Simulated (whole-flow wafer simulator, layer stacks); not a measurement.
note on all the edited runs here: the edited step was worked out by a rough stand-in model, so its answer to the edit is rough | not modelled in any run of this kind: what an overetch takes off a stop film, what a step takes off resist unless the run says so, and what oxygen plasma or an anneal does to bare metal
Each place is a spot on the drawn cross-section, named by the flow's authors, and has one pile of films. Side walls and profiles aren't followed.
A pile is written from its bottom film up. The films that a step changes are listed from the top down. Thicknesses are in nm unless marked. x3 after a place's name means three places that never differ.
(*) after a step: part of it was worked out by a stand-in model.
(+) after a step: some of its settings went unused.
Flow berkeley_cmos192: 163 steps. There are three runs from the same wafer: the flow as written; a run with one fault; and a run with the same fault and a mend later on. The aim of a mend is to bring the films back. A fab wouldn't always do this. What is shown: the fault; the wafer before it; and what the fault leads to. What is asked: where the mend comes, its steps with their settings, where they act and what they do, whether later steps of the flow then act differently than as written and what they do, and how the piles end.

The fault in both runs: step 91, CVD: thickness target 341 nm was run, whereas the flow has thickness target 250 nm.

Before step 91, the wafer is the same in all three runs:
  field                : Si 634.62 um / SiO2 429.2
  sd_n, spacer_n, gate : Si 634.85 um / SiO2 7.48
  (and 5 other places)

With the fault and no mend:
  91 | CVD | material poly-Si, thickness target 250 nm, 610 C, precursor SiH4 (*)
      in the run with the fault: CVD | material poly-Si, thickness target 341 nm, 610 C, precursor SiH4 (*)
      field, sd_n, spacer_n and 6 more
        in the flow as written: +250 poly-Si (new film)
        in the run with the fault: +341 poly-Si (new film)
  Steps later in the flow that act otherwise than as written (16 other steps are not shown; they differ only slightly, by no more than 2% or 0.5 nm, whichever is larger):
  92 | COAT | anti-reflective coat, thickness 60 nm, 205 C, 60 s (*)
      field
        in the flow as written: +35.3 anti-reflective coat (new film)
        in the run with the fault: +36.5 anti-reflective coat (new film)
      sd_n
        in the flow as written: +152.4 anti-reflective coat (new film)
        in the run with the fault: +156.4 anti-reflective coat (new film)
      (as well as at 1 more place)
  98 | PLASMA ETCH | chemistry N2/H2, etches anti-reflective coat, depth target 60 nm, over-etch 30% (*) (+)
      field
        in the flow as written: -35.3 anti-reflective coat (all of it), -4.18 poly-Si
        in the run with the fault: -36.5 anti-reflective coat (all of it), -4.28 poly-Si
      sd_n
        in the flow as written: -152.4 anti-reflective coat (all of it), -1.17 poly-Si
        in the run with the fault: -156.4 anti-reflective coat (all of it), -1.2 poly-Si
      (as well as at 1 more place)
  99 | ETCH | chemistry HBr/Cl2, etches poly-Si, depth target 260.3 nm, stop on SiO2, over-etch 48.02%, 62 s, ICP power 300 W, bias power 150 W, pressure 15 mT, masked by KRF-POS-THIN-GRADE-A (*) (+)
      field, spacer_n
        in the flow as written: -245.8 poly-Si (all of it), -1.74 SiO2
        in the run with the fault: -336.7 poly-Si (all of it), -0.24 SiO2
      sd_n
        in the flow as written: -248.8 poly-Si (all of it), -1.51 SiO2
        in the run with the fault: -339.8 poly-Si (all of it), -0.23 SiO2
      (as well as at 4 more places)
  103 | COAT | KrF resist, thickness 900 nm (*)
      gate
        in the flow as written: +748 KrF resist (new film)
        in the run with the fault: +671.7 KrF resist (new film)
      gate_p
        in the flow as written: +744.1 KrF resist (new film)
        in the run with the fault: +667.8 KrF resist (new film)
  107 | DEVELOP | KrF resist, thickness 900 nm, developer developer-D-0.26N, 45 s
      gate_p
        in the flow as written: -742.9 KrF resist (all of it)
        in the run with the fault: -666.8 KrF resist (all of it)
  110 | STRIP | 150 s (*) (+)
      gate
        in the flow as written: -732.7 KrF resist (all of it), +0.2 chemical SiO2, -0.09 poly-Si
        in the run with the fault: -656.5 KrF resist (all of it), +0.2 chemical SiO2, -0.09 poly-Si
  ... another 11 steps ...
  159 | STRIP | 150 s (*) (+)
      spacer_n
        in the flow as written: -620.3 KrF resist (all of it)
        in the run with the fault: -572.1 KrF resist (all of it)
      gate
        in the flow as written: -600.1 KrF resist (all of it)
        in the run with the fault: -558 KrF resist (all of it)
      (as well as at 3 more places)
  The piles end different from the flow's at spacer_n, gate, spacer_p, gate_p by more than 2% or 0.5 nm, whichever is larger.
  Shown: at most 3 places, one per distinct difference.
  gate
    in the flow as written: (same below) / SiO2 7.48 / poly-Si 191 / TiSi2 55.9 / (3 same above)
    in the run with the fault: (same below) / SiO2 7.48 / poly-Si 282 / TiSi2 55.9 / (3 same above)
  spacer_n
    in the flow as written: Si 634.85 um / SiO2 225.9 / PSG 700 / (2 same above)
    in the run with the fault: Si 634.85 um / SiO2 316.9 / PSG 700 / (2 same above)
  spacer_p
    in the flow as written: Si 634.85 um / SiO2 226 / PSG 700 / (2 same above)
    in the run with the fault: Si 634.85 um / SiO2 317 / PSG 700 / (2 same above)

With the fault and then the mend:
  The mend stands after step 91.
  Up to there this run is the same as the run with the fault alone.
  91a | ETCH | chemistry tmah, depth target 392.1 nm
      field, sd_n, spacer_n and 6 more
        -341 poly-Si (all of it)
  91b | CLEAN | chemistry SPM (the flow's step 87 again)
      leaves every film unchanged at each place that is followed
  91c | CVD | material poly-Si, thickness target 250 nm, 610 C, precursor SiH4 (*) (the flow's step 91 again)
      field, sd_n, spacer_n and 6 more
        +250 poly-Si (new film)
  Later steps of the flow that are run all act as written at every place that is followed.
  The piles end the same as the flow's at every place that both follow.
